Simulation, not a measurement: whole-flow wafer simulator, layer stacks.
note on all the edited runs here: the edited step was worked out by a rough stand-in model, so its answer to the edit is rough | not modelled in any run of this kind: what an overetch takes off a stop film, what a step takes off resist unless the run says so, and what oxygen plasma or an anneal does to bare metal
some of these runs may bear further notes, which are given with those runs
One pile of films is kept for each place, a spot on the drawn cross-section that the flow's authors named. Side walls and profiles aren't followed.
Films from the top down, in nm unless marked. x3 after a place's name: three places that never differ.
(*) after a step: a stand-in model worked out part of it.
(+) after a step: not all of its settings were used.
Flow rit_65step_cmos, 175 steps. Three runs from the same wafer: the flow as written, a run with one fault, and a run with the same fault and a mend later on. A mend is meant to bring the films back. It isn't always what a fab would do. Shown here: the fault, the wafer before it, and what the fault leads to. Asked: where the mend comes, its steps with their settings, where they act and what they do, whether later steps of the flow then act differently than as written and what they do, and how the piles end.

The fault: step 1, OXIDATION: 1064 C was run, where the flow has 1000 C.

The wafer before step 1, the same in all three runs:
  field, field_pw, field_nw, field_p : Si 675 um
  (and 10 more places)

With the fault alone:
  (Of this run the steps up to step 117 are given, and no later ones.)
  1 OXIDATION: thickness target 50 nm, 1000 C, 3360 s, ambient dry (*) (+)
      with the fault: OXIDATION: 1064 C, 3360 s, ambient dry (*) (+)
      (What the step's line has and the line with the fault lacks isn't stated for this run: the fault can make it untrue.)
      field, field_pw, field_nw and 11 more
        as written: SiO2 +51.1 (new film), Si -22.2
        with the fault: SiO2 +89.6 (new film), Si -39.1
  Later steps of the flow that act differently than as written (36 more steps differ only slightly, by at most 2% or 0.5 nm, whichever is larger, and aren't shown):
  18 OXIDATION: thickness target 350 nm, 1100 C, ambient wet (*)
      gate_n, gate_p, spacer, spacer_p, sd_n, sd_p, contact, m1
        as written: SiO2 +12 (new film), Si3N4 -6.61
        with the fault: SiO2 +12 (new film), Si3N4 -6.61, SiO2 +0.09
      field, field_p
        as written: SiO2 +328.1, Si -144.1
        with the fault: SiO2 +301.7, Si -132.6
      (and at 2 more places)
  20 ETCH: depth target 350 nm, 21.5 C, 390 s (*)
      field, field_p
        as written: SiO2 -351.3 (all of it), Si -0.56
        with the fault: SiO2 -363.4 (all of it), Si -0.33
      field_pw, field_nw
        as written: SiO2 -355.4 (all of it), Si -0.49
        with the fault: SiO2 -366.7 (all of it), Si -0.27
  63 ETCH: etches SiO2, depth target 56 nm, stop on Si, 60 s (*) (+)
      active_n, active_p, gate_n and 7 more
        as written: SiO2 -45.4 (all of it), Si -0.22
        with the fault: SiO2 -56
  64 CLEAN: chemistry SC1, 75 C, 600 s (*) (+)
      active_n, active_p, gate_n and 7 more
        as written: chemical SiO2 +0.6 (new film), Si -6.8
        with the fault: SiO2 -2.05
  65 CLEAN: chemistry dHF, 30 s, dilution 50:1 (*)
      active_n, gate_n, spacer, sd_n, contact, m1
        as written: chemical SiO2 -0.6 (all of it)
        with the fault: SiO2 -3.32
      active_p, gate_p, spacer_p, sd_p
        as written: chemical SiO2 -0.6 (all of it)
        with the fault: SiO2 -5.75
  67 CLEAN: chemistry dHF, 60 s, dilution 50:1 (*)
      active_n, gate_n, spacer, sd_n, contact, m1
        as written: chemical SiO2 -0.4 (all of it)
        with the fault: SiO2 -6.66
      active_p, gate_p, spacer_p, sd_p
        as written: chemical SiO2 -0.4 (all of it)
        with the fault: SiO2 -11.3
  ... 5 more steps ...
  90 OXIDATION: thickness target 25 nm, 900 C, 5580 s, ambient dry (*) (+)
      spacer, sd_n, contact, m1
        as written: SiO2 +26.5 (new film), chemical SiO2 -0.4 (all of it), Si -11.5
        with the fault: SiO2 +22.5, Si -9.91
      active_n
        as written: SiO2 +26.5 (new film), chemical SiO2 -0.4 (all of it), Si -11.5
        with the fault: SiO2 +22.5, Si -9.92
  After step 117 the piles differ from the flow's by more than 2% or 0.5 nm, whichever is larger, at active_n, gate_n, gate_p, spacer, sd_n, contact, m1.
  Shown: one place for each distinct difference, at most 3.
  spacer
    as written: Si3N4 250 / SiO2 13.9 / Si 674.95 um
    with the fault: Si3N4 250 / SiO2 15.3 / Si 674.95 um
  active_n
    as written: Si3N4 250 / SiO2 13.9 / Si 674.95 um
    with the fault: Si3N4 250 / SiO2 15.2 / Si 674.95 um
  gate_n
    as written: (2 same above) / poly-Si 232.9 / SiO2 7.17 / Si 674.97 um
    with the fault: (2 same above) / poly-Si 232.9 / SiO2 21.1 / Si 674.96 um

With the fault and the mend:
  The mend comes after step 2.
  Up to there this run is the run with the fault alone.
  2a ETCH: depth target 103 nm, 21.5 C, 115 s
      field, field_pw, field_nw and 11 more
        SiO2 -89.6 (all of it)
  2b CLEAN: chemistry SC2, 75 C, 600 s
      field, field_pw, field_nw and 11 more
        chemical SiO2 +0.4 (new film), Si -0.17
  2c OXIDATION: 1000 C, 3360 s, ambient dry (*) (the flow's step 1 once more, with other settings)
      field, field_pw, field_nw and 11 more
        SiO2 +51 (new film), chemical SiO2 -0.4 (all of it), Si -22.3
  Later steps of the flow that act differently than as written (18 more steps differ only slightly, by at most 2% or 0.5 nm, whichever is larger, and aren't shown):
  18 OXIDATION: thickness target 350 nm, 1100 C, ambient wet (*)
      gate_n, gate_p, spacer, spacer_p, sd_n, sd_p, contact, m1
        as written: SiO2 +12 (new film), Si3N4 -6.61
        with the mend: SiO2 +12 (new film), Si3N4 -6.61, SiO2 +0.03
  At the end the piles differ from the flow's only slightly at the places that both follow, by at most 2% or 0.5 nm, whichever is larger.
